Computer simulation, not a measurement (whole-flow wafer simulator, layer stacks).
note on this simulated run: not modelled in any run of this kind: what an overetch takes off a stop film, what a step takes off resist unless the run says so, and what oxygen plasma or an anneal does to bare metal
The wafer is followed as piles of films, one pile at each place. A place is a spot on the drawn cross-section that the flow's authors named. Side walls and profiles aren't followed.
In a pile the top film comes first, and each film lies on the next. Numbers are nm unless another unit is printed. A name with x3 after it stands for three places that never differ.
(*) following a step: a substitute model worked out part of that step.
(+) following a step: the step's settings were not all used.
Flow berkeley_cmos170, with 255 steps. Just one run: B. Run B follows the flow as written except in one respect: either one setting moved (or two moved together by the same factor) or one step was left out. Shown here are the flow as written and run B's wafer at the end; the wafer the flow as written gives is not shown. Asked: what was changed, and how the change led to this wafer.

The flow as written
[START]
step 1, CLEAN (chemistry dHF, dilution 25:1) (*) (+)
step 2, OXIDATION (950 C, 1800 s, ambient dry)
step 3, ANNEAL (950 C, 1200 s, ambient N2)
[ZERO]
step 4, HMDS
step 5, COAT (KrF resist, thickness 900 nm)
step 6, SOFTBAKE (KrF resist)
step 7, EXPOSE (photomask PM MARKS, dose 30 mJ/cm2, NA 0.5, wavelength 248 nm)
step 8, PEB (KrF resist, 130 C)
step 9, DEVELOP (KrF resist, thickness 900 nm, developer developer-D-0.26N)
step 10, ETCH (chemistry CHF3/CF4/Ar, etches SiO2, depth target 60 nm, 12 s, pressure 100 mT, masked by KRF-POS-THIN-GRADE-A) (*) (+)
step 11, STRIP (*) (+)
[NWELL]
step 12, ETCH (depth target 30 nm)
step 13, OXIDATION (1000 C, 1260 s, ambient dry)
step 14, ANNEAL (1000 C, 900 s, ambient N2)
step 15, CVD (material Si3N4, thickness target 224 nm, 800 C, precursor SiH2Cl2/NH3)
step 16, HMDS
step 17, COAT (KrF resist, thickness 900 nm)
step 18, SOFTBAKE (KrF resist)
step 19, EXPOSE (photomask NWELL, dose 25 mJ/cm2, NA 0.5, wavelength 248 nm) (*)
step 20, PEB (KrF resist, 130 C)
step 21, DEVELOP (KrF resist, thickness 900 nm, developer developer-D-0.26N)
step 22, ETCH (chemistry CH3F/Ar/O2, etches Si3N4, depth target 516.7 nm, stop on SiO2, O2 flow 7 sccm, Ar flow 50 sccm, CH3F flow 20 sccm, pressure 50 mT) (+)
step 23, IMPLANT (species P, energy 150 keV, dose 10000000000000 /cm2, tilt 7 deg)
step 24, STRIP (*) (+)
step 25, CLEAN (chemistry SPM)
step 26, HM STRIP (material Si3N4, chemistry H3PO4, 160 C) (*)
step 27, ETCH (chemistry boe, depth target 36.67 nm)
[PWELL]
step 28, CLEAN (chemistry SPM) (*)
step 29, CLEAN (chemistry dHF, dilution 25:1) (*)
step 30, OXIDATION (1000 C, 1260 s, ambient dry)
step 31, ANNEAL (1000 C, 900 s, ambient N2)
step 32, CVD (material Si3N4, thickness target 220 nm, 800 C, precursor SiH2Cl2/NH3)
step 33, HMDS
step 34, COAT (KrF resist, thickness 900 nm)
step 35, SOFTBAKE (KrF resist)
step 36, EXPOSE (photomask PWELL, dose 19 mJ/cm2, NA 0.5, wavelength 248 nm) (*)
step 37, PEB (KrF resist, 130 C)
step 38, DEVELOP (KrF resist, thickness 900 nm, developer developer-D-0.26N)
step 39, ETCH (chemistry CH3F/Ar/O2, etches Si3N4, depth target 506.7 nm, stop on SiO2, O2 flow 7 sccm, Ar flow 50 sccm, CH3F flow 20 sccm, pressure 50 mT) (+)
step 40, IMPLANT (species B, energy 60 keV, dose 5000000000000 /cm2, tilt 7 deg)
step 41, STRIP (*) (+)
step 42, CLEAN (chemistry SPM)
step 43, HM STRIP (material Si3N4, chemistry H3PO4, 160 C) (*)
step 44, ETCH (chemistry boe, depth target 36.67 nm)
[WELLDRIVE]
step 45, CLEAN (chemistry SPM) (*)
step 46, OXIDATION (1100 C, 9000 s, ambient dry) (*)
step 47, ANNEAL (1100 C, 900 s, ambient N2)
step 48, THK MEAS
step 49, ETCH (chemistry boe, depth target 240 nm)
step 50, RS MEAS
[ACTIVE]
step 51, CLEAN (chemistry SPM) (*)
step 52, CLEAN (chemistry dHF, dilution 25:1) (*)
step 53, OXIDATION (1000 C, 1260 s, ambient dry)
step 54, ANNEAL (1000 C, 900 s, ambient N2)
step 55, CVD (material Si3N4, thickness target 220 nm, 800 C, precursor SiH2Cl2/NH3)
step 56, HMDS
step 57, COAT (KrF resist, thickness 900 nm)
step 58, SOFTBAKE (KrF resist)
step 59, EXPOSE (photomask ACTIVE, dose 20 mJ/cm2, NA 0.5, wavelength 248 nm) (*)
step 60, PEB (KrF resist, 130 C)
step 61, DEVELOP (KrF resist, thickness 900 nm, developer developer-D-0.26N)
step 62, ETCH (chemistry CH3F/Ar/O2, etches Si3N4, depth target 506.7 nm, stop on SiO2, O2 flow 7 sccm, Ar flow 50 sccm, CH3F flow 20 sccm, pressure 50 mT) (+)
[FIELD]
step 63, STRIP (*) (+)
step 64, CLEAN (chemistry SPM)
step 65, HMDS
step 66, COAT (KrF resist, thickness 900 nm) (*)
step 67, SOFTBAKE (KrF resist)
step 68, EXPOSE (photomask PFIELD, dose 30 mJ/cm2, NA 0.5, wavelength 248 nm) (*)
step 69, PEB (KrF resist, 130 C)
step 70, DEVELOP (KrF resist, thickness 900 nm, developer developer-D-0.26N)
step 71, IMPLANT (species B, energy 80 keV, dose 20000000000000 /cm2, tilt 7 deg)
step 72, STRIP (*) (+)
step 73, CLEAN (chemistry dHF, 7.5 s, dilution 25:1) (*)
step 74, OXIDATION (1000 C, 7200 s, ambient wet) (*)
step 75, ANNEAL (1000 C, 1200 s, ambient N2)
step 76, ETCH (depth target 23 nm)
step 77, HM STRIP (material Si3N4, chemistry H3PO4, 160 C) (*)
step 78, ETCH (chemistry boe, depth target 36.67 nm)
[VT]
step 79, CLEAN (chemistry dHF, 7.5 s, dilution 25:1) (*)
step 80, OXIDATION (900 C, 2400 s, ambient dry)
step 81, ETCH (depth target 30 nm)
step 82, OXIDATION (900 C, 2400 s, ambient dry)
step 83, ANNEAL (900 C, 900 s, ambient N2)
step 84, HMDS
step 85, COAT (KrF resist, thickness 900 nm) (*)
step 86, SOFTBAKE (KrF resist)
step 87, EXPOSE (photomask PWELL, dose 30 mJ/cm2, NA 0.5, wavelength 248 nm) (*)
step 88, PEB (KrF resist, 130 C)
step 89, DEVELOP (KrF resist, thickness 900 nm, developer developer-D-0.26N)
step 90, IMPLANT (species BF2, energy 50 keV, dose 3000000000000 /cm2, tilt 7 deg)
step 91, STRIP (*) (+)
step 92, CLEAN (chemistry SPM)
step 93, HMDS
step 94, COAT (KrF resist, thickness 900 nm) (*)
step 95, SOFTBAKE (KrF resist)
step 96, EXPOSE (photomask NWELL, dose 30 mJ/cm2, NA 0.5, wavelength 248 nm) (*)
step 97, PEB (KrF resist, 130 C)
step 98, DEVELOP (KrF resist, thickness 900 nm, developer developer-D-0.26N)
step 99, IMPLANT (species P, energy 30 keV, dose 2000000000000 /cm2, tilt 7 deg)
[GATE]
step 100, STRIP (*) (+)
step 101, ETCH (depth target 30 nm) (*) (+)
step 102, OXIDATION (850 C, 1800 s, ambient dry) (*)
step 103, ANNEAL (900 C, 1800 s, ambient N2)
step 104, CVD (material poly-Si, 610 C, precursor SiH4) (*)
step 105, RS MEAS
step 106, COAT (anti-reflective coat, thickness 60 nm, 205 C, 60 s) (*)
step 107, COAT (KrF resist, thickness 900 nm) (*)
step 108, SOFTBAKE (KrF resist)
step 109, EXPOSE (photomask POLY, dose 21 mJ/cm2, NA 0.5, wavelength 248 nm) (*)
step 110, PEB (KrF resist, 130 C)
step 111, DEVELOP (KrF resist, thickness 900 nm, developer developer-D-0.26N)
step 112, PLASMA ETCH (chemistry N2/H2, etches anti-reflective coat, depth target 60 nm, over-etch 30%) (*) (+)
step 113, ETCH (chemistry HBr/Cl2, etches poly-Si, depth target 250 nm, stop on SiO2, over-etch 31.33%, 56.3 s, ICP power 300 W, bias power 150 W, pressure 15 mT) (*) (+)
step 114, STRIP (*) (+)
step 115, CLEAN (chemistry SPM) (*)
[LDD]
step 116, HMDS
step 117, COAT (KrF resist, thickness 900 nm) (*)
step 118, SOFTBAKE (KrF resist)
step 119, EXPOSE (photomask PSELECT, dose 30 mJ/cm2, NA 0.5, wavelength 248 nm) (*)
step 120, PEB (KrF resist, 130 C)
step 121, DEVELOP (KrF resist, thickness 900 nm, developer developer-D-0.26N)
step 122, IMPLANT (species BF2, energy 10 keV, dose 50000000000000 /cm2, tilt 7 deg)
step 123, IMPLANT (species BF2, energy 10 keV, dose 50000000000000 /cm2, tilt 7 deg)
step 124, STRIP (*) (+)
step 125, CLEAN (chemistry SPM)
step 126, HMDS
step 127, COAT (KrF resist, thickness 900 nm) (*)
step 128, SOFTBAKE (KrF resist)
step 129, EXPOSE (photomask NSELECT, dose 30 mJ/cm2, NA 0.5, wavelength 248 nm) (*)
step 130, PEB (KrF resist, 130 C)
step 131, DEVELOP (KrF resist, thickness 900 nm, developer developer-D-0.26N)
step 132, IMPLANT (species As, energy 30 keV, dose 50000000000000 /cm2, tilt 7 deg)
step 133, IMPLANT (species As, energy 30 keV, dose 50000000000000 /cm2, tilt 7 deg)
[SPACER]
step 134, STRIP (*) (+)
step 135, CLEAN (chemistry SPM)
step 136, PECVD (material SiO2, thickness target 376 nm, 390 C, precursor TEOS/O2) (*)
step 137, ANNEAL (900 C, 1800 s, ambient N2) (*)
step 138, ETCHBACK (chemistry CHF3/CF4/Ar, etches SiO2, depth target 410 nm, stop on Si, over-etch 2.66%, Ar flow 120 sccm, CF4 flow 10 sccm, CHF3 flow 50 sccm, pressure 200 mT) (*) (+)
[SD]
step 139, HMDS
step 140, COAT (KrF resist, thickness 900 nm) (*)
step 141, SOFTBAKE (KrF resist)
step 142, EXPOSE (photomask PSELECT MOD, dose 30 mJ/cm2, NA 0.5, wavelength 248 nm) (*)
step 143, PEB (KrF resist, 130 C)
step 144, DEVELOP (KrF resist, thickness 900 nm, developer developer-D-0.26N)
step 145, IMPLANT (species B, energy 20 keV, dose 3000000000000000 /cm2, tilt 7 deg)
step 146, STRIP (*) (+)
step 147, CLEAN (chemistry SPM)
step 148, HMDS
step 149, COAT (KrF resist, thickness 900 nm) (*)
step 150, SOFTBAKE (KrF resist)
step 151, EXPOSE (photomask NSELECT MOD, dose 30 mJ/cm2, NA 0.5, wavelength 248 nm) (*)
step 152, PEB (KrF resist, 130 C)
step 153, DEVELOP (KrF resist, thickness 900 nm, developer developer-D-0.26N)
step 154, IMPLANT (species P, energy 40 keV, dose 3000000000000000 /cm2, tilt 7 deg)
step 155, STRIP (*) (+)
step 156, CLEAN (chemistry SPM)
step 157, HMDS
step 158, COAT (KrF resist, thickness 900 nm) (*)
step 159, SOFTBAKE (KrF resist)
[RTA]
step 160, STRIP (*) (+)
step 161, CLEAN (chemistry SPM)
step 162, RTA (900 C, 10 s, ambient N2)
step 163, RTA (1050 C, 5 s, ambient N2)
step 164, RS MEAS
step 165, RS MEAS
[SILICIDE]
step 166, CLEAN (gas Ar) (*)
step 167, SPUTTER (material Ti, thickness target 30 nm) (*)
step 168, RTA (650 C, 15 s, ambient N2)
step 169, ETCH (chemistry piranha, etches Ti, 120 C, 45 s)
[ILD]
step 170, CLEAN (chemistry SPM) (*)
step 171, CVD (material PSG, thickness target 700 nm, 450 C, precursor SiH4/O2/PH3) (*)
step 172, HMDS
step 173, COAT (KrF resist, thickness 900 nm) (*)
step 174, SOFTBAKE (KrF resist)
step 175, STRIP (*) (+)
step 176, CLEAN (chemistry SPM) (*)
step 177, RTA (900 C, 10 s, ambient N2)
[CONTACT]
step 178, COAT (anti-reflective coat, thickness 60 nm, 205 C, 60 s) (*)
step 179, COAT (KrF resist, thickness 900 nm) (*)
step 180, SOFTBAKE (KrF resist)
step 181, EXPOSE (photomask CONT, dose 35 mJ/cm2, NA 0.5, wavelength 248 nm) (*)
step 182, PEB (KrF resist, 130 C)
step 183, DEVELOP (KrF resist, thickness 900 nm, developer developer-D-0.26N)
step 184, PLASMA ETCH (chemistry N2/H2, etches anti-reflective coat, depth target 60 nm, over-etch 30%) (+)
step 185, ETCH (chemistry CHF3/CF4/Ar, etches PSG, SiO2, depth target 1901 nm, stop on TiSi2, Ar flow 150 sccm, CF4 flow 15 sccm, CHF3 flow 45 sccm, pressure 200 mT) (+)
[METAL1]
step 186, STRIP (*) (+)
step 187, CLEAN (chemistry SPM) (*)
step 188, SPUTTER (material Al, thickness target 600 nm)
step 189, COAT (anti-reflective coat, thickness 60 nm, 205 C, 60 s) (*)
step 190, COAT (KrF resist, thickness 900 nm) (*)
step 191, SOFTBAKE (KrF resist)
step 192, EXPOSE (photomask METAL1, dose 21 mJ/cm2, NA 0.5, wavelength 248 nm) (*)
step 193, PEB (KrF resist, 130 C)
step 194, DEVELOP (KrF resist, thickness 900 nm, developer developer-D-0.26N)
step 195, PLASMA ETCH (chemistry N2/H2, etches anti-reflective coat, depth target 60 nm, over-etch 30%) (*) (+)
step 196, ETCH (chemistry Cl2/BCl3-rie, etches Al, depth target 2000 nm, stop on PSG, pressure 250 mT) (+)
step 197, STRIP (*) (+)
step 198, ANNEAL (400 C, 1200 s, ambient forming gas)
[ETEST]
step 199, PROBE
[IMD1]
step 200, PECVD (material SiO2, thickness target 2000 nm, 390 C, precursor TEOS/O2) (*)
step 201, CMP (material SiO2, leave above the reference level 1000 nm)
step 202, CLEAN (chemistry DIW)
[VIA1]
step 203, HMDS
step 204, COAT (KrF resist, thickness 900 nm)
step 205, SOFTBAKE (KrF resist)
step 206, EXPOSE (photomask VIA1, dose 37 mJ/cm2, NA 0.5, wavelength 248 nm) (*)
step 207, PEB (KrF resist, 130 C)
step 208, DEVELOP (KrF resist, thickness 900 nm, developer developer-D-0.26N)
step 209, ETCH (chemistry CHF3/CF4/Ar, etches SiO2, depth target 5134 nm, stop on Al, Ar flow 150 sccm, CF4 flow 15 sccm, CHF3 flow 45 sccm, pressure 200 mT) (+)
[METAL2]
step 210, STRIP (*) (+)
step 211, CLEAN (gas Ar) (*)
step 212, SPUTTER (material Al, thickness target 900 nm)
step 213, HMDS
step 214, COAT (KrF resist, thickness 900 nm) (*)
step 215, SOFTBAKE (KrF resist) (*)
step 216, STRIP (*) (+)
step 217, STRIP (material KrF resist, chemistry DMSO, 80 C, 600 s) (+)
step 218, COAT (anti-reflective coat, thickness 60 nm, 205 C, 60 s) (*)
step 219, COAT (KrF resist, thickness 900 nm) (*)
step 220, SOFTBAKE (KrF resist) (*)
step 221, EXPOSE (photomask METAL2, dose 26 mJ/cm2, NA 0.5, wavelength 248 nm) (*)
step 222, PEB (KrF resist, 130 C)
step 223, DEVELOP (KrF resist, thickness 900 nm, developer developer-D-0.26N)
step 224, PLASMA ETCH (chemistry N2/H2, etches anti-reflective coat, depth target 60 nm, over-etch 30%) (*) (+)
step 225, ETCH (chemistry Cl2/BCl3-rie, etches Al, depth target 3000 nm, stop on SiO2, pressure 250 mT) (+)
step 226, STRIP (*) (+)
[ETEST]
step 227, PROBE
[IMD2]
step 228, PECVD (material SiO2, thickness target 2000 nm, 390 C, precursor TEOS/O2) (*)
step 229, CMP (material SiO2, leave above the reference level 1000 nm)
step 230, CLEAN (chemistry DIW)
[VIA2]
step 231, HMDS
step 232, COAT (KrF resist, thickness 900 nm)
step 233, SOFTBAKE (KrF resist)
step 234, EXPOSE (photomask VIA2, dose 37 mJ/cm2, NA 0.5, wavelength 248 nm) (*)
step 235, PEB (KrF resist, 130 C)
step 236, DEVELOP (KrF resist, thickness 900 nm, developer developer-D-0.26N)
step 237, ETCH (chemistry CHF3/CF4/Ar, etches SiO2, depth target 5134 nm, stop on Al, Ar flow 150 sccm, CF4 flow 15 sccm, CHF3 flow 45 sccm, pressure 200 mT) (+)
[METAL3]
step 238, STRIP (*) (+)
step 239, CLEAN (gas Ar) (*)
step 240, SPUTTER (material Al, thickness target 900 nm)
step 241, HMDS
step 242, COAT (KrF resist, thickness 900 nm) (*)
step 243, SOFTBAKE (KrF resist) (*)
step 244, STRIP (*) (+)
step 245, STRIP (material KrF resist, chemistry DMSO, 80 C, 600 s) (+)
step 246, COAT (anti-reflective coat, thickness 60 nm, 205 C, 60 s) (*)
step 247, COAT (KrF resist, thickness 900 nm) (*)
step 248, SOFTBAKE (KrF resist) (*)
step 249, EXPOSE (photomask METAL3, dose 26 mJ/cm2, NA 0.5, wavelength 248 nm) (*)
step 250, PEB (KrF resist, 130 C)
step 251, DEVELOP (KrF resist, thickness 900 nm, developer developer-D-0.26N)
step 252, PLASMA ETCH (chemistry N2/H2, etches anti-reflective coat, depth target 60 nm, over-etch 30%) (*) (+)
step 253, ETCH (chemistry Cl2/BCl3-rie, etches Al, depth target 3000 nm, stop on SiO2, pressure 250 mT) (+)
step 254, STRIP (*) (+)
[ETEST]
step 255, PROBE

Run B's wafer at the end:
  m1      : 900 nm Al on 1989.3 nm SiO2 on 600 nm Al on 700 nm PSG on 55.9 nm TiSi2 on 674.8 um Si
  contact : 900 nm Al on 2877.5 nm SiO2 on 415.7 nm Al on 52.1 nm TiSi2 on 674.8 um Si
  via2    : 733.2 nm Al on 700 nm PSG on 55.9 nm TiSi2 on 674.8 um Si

What caused this: step 212, SPUTTER: material Al, thickness target 900 nm, was skipped.

Step by step, how the change led to this:
  step 214, COAT (KrF resist, thickness 900 nm) (*)
      via1: KrF resist gains 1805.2 (new film) (as written it would have been: KrF resist gains 2425.4 (new film))
  step 216, STRIP (*) (+)
      via1: KrF resist loses 1805.2 (all of it) (as written it would have been: KrF resist loses 2425.4 (all of it))
  step 218, COAT (anti-reflective coat, thickness 60 nm, 205 C, 60 s) (*)
      m1: anti-reflective coat gains 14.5 (new film) (as written it would have been: anti-reflective coat gains 16.7 (new film))
      via1: anti-reflective coat gains 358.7 (new film) (as written it would have been: anti-reflective coat gains 670.7 (new film))
      (and at 2 other places as well)
  step 219, COAT (KrF resist, thickness 900 nm) (*)
      via1: KrF resist gains 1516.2 (new film) (as written it would have been: KrF resist gains 1869 (new film))
  step 222, PEB (KrF resist, 130 C)
      via1: KrF resist loses 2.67 (as written it would have been: KrF resist loses 3.46)
  step 224, PLASMA ETCH (chemistry N2/H2, etches anti-reflective coat, depth target 60 nm, over-etch 30%) (*) (+)
      field, spacer_n, gate_n: anti-reflective coat loses 60 (all of it), SiO2 loses 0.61 (as written it would have been: anti-reflective coat loses 59.9 (all of it))
      spacer_p, gate_p: anti-reflective coat loses 60 (all of it), SiO2 loses 0.61 (as written it would have been: anti-reflective coat loses 60 (all of it))
      (and at 1 other place as well)
  step 225, ETCH (chemistry Cl2/BCl3-rie, etches Al, depth target 3000 nm, stop on SiO2, pressure 250 mT) (+)
      field, sd_n, spacer_n, gate_n, sd_p, spacer_p, gate_p: SiO2 loses 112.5 (as written it would have been: Al loses 900 (all of it), SiO2 loses 56.2)
      contact, m1, via1, m2, via2: KrF resist loses 450 (as written it would have been: KrF resist loses 675)
  step 226, STRIP (*) (+)
      contact: KrF resist loses 373.5 (all of it), anti-reflective coat loses 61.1 (all of it) (as written it would have been: KrF resist loses 151.9 (all of it), anti-reflective coat loses 62.1 (all of it))
      m1: KrF resist loses 371.3 (all of it), anti-reflective coat loses 14.5 (all of it) (as written it would have been: KrF resist loses 162.4 (all of it), anti-reflective coat loses 16.7 (all of it))
      (and at 3 other places as well)
  step 228, PECVD (material SiO2, thickness target 2000 nm, 390 C, precursor TEOS/O2) (*)
      contact, m1, m2, via2: SiO2 gains 2000 (as written it would have been: SiO2 gains 2000 (new film))
      via1: SiO2 gains 2000 (new film), void gains 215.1 (new film), SiO2 gains 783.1 (new film) (as written it would have been: SiO2 gains 3107.6 (new film), void gains 382.4 (new film), SiO2 gains 148.2 (new film))
  step 229, CMP (material SiO2, leave above the reference level 1000 nm)
      field, spacer_n, gate_n, sd_p, spacer_p, gate_p: SiO2 loses 886.9 (as written it would have been: SiO2 loses 43.8)
      sd_n: SiO2 loses 887 (as written it would have been: SiO2 loses 43.8)
  step 237, ETCH (chemistry CHF3/CF4/Ar, etches SiO2, depth target 5134 nm, stop on Al, Ar flow 150 sccm, CF4 flow 15 sccm, CHF3 flow 45 sccm, pressure 200 mT) (+)
      field, sd_n, spacer_n and 8 more: KrF resist loses 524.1 (as written it would have been: KrF resist loses 275.4)
      via2: SiO2 loses 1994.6 (all of it), Al loses 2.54 (as written it would have been: SiO2 loses 1000 (all of it), Al loses 2.54)
  step 238, STRIP (*) (+)
      field, sd_n, spacer_n and 8 more: KrF resist loses 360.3 (all of it) (as written it would have been: KrF resist loses 608.9 (all of it))
  step 240, SPUTTER (material Al, thickness target 900 nm)
      via2: Al gains 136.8 (as written it would have been: Al gains 260)
  step 242, COAT (KrF resist, thickness 900 nm) (*)
      m1: KrF resist gains 826.9 (new film) (as written it would have been: KrF resist gains 862.3 (new film))
      m2: KrF resist gains 752.2 (new film) (as written it would have been: KrF resist gains 821.5 (new film))
      (and at 1 other place as well)
  step 244, STRIP (*) (+)
      m1: KrF resist loses 826.9 (all of it) (as written it would have been: KrF resist loses 862.3 (all of it))
      m2: KrF resist loses 752.2 (all of it) (as written it would have been: KrF resist loses 821.5 (all of it))
      (and at 1 other place as well)
  step 246, COAT (anti-reflective coat, thickness 60 nm, 205 C, 60 s) (*)
      m1: anti-reflective coat gains 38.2 (new film) (as written it would have been: anti-reflective coat gains 41 (new film))
      via1: anti-reflective coat gains 56.1 (new film) (as written it would have been: anti-reflective coat gains 58.9 (new film))
      (and at 2 other places as well)
  ... 2 other steps ...
  step 254, STRIP (*) (+)
      m1: KrF resist loses 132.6 (all of it), anti-reflective coat loses 38.2 (all of it) (as written it would have been: KrF resist loses 158.8 (all of it), anti-reflective coat loses 41 (all of it))
      via1: KrF resist loses 143.1 (all of it), anti-reflective coat loses 56.1 (all of it) (as written it would have been: KrF resist loses 152.4 (all of it), anti-reflective coat loses 58.9 (all of it))
      (and at 2 other places as well)
If metal films that touch count as one body, m1 has 2 bodies (between them, from the top down: SiO2 1989.3); the flow as written gives 3 bodies (between them, from the top down: SiO2 994.6; SiO2 994.6).
If metal films that touch count as one body, contact has 2 bodies (between them, from the top down: SiO2 2877.5); the flow as written gives 3 bodies (between them, from the top down: SiO2 994.6; SiO2 1882.8).
If metal films that touch count as one body, via2 has 1 body; the flow as written gives 2 bodies (between them, from the top down: SiO2 994.6).
